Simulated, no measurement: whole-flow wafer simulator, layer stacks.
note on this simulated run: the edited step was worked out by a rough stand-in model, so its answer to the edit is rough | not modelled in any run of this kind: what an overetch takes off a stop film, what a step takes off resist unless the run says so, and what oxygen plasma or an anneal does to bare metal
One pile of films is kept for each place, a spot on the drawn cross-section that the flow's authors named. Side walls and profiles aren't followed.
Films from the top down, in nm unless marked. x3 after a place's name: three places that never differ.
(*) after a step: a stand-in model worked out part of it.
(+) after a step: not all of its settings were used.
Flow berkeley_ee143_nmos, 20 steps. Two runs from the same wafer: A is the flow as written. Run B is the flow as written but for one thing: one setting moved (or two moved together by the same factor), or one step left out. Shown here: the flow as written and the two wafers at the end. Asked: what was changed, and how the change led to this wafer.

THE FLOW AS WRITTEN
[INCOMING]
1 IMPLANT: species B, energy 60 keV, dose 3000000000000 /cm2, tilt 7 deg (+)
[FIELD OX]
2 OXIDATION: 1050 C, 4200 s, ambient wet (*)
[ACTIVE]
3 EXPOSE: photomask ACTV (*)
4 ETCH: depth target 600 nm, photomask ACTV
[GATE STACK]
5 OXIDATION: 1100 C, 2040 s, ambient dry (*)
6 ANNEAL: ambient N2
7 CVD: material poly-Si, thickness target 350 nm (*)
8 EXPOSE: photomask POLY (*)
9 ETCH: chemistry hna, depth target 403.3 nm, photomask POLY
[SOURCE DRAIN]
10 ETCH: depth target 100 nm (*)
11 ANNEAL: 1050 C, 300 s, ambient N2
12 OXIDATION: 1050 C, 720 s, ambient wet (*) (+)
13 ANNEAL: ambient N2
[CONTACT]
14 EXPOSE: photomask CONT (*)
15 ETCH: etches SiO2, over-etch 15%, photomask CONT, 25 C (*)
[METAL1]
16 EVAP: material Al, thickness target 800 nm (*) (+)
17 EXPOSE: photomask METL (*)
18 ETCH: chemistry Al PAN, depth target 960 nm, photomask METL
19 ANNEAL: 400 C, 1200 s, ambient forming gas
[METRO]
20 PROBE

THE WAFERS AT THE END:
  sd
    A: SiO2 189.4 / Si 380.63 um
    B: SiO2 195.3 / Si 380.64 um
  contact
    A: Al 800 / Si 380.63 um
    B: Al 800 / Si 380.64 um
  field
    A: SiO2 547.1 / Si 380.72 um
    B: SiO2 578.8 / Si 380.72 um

The cause: step 10, ETCH: depth target 65 nm was run, where the flow has depth target 100 nm.

How the change led to this, step by step:
  10 ETCH: depth target 100 nm (*)
      sd, contact: A SiO2 -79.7 (all of it) | B SiO2 -65
      field: A SiO2 -100 | B SiO2 -65
  12 OXIDATION: 1050 C, 720 s, ambient wet (*) (+)
      sd, contact: A SiO2 +189.4 (new film), Si -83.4 | B SiO2 +180.6, Si -79.5
      field: A SiO2 +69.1, Si -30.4 | B SiO2 +65.8, Si -29
  15 ETCH: etches SiO2, over-etch 15%, photomask CONT, 25 C (*)
      contact: A SiO2 -189.4 (all of it) | B SiO2 -195.3 (all of it)
